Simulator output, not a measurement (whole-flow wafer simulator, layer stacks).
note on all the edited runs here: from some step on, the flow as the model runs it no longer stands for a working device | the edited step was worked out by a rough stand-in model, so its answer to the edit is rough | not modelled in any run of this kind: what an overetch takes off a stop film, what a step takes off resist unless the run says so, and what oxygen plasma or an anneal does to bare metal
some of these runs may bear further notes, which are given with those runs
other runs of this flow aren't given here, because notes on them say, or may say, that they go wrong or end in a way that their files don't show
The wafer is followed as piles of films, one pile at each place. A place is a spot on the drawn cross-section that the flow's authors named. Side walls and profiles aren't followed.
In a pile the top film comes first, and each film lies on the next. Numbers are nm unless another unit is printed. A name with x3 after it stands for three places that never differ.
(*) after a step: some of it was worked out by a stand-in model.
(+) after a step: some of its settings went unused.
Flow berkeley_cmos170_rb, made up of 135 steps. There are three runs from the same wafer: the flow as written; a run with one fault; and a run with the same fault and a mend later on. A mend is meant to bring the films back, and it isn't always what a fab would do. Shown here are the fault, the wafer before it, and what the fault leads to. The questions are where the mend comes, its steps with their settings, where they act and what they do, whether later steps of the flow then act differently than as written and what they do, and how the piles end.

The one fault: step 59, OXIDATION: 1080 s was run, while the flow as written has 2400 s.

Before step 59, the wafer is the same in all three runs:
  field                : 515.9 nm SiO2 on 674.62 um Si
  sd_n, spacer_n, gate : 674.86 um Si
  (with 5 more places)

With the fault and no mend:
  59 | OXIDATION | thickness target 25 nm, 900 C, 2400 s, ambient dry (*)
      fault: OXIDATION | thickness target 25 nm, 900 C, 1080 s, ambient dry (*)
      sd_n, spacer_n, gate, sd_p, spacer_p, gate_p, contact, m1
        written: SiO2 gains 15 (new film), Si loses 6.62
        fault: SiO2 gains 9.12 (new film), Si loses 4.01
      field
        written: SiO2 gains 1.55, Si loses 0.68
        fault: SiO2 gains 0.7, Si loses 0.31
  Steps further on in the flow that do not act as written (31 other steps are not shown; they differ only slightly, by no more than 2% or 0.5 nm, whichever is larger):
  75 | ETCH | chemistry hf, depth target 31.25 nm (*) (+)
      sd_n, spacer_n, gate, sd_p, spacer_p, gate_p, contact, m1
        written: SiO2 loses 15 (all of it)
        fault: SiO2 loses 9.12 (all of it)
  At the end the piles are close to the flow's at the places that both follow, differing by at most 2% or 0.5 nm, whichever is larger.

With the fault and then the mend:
  After step 59 comes the mend.
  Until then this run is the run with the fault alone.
  59a | OXIDATION | thickness target 25 nm, 900 C, 1320 s, ambient dry (*) (the flow's step 59, run once more with other settings)
      sd_n, spacer_n, gate, sd_p, spacer_p, gate_p, contact, m1
        SiO2 gains 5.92, Si loses 2.6
      field
        SiO2 gains 0.85, Si loses 0.37
  None of the later steps of the flow acts differently than as written at any place that is followed.
  The piles end the same as the flow's at every place that both follow.
